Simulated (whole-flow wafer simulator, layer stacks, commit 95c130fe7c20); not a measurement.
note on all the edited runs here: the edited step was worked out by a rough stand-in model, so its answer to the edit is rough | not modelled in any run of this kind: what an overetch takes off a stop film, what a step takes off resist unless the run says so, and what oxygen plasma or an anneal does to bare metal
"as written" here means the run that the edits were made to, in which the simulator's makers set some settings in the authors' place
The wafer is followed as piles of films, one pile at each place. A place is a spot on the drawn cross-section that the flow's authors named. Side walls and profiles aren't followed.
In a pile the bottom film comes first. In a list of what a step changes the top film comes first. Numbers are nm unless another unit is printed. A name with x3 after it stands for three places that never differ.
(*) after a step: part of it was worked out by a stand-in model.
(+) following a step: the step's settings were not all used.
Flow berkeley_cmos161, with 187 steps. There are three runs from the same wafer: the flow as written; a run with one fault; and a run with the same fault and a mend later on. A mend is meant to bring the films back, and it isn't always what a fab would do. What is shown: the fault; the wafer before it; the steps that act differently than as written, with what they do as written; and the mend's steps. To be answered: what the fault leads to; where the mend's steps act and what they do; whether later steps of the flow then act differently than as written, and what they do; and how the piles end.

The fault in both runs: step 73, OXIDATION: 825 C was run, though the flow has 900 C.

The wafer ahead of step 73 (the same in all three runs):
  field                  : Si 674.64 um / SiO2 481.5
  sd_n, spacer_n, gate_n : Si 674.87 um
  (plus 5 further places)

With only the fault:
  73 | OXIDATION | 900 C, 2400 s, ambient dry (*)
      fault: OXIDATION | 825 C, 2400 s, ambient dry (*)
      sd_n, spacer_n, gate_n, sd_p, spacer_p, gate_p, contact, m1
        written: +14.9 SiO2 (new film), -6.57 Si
        fault: +6.83 SiO2 (new film), -3 Si
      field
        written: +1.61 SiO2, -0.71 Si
        fault: +0.38 SiO2, -0.17 Si
  Later steps of the flow acting differently than as written (not shown: 44 more steps that differ only slightly, by at most 2% or 0.5 nm, whichever is larger):
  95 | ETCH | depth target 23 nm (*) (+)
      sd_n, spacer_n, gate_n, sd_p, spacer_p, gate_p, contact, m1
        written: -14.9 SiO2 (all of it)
        fault: -6.83 SiO2 (all of it)
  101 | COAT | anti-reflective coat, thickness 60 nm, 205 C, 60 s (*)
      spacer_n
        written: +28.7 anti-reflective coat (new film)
        fault: +29.5 anti-reflective coat (new film)
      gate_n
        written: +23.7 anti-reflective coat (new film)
        fault: +24.5 anti-reflective coat (new film)
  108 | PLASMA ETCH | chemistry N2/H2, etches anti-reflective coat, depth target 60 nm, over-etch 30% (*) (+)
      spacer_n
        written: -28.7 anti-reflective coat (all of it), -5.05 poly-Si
        fault: -29.5 anti-reflective coat (all of it), -4.93 poly-Si
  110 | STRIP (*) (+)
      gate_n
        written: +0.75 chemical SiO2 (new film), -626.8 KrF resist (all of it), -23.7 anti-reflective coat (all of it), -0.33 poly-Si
        fault: +0.75 chemical SiO2 (new film), -624.1 KrF resist (all of it), -24.5 anti-reflective coat (all of it), -0.33 poly-Si
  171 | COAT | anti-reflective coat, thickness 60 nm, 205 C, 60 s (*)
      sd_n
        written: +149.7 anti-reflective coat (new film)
        fault: +146.2 anti-reflective coat (new film)
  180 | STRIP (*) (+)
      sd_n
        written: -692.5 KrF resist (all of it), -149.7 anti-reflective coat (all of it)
        fault: -693.2 KrF resist (all of it), -146.2 anti-reflective coat (all of it)
  The piles end only slightly different from the flow's at the places that both follow, by no more than 2% or 0.5 nm, whichever is larger.

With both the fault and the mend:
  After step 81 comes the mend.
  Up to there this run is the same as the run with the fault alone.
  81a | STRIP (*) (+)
      sd_p
        -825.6 KrF resist (all of it)
      spacer_p
        -807.6 KrF resist (all of it)
      gate_p
        -806.5 KrF resist (all of it)
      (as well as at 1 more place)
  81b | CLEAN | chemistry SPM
      does not change any film at any place that is followed
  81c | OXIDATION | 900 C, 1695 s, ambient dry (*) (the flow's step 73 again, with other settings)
      sd_n, spacer_n, gate_n, sd_p, spacer_p, gate_p, contact, m1
        +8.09 SiO2, -3.56 Si
      field
        +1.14 SiO2, -0.5 Si
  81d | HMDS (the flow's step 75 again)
      does not change any film at any place that is followed
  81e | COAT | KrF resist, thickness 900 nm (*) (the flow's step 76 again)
      field
        +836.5 KrF resist (new film)
      sd_n
        +1024.4 KrF resist (new film)
      spacer_n
        +984.7 KrF resist (new film)
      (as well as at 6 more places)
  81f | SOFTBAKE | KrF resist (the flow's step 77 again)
      does not change any film at any place that is followed
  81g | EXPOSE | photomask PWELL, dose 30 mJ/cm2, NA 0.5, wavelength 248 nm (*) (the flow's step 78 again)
      does not change any film at any place that is followed
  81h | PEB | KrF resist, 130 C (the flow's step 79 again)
      sd_n, m1
        -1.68 KrF resist
      spacer_n, gate_n
        -1.61 KrF resist
      spacer_p, gate_p
        -1.6 KrF resist
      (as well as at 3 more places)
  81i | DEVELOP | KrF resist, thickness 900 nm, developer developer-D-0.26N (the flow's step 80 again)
      sd_p, spacer_p, gate_p, m1
        -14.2 KrF resist
      field
        -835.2 KrF resist (all of it)
      sd_n
        -1022.8 KrF resist (all of it)
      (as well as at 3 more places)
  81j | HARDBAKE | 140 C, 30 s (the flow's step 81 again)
      sd_p
        -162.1 KrF resist
      spacer_p
        -158.7 KrF resist
      gate_p
        -158.5 KrF resist
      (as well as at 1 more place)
  None of the later steps of the flow differs from how it acts as written, at any place that is followed, by more than 2% or 0.5 nm, whichever is larger.
  The piles end only slightly different from the flow's at the places that both follow, by no more than 2% or 0.5 nm, whichever is larger.
